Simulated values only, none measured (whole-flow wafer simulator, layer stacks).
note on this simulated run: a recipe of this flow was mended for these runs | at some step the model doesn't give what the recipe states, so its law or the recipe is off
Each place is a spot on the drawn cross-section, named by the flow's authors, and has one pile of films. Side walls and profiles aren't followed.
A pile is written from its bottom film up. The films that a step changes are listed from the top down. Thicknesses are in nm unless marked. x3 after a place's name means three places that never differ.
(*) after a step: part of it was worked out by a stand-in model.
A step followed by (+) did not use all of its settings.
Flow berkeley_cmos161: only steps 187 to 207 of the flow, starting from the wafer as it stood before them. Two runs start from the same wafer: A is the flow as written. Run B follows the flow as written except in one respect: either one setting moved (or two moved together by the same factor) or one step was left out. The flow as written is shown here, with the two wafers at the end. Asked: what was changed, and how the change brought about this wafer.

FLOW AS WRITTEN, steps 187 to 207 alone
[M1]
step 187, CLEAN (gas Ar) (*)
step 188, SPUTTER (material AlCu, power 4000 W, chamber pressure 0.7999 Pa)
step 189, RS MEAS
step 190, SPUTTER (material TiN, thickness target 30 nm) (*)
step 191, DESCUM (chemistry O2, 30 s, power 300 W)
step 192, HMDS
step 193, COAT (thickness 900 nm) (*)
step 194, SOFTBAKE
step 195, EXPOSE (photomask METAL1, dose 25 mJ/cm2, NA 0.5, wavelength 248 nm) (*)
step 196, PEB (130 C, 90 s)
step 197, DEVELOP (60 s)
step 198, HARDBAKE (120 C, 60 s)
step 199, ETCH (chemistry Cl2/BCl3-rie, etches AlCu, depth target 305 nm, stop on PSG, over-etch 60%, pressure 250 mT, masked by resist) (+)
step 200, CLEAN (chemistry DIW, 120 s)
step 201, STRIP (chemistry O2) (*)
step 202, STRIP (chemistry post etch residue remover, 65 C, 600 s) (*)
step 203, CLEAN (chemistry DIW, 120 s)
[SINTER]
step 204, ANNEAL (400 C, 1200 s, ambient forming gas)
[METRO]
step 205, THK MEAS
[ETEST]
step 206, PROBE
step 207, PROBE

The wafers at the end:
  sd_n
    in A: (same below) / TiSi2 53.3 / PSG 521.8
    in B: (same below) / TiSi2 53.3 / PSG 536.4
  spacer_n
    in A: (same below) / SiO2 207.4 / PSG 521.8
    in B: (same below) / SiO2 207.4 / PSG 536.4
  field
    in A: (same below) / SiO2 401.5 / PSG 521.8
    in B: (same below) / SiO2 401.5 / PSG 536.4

What caused this: step 199, ETCH: depth target 232 nm was run, whereas the flow has depth target 305 nm.

How this came from the change, step by step:
  step 199, ETCH (chemistry Cl2/BCl3-rie, etches AlCu, depth target 305 nm, stop on PSG, over-etch 60%, pressure 250 mT, masked by resist) (+)
      field, sd_n, spacer_n, gate_n, spacer_p, gate_p: A -30 TiN (all of it), -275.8 AlCu (all of it), -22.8 PSG | B -30 TiN (all of it), -275.8 AlCu (all of it), -8.17 PSG
      contact, m1: A -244 KrF-resist | B -185.6 KrF-resist
      (as well as at 1 more place)
  step 201, STRIP (chemistry O2) (*)
      contact: A -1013 KrF-resist (all of it) | B -1071.4 KrF-resist (all of it)
      m1: A -537.5 KrF-resist (all of it) | B -595.9 KrF-resist (all of it)
